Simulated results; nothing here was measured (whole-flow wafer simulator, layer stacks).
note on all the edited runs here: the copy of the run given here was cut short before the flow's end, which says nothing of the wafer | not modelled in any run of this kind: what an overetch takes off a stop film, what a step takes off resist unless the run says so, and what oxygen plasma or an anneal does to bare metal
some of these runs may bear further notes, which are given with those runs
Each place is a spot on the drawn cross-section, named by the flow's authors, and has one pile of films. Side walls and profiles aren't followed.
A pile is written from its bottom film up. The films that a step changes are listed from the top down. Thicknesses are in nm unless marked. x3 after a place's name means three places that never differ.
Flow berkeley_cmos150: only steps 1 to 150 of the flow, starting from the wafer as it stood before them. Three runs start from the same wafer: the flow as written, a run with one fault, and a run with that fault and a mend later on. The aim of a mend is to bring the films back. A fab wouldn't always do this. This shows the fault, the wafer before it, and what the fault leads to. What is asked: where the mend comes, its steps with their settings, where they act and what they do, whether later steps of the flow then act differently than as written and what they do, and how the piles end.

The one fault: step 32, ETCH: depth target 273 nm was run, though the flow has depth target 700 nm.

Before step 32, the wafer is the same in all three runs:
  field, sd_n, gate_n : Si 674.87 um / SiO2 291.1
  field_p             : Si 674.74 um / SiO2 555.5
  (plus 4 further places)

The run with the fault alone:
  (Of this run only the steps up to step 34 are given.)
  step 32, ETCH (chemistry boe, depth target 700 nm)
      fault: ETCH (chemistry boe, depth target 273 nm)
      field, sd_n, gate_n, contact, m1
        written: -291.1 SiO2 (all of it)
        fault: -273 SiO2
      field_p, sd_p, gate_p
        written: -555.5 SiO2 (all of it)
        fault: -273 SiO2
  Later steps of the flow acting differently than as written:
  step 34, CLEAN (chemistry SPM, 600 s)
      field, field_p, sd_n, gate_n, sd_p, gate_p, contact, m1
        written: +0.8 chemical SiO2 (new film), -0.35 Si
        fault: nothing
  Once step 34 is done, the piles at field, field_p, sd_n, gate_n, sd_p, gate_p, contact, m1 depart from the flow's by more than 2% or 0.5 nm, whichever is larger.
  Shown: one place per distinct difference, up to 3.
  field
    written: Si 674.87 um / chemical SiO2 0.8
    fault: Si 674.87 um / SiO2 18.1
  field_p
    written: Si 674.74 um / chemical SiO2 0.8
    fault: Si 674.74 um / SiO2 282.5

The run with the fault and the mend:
  The mend follows step 33.
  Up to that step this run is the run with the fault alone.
  step 33a, ETCH (chemistry boe, depth target 427 nm) (a further turn of the flow's step 32, with different settings)
      field, sd_n, gate_n, contact, m1
        -18.1 SiO2 (all of it)
      field_p, sd_p, gate_p
        -282.5 SiO2 (all of it)
  None of the later steps of the flow acts differently than as written at any place that is followed.
  By the end, the piles equal the flow's at every place that both follow.
